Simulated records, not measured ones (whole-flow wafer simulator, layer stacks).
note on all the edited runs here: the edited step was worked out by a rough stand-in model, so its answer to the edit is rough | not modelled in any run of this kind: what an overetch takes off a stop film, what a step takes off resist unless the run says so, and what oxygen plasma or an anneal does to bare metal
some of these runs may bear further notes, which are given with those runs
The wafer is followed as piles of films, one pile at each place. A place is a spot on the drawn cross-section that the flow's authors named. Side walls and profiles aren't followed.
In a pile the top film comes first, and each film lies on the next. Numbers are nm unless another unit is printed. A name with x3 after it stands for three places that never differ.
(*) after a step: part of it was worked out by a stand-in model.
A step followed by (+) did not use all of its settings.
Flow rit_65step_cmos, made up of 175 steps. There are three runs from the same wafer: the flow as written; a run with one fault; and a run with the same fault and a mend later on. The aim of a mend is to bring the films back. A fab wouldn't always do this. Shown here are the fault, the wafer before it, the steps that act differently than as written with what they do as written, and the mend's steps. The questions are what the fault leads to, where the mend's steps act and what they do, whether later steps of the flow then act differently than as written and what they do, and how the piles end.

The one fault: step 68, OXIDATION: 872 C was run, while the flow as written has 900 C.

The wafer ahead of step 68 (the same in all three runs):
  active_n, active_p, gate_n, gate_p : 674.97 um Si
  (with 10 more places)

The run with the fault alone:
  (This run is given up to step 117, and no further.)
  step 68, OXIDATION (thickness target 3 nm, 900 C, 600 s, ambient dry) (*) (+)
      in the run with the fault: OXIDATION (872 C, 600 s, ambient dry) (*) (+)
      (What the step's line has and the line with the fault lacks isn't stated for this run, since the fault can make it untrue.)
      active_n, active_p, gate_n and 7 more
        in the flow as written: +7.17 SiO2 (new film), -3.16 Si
        in the run with the fault: +3 SiO2 (new film), -1.32 Si
  Later steps of the flow acting differently than as written (14 other steps are not shown; they differ only slightly, by no more than 2% or 0.5 nm, whichever is larger):
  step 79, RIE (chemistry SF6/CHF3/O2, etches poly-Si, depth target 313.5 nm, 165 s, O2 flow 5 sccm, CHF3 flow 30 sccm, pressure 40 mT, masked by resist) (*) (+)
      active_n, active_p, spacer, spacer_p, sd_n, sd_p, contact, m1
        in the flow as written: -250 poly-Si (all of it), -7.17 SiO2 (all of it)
        in the run with the fault: -250 poly-Si (all of it), -3 SiO2 (all of it)
  The piles after step 117 differ from the flow's at gate_n, gate_p by more than 2% or 0.5 nm, whichever is larger.
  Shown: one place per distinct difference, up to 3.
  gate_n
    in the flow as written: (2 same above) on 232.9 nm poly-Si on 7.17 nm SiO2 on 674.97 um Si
    in the run with the fault: (2 same above) on 232.9 nm poly-Si on 3 nm SiO2 on 674.97 um Si

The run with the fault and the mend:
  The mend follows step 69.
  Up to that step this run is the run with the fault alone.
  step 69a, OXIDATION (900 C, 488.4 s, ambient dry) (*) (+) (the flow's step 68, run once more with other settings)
      active_n, active_p, gate_n and 7 more
        +4 SiO2, -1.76 Si
  Later steps of the flow that are run all act as written at every place that is followed, up to a difference of at most 2% or 0.5 nm, whichever is larger.
  The piles end only slightly different from the flow's at the places that both follow, by no more than 2% or 0.5 nm, whichever is larger.
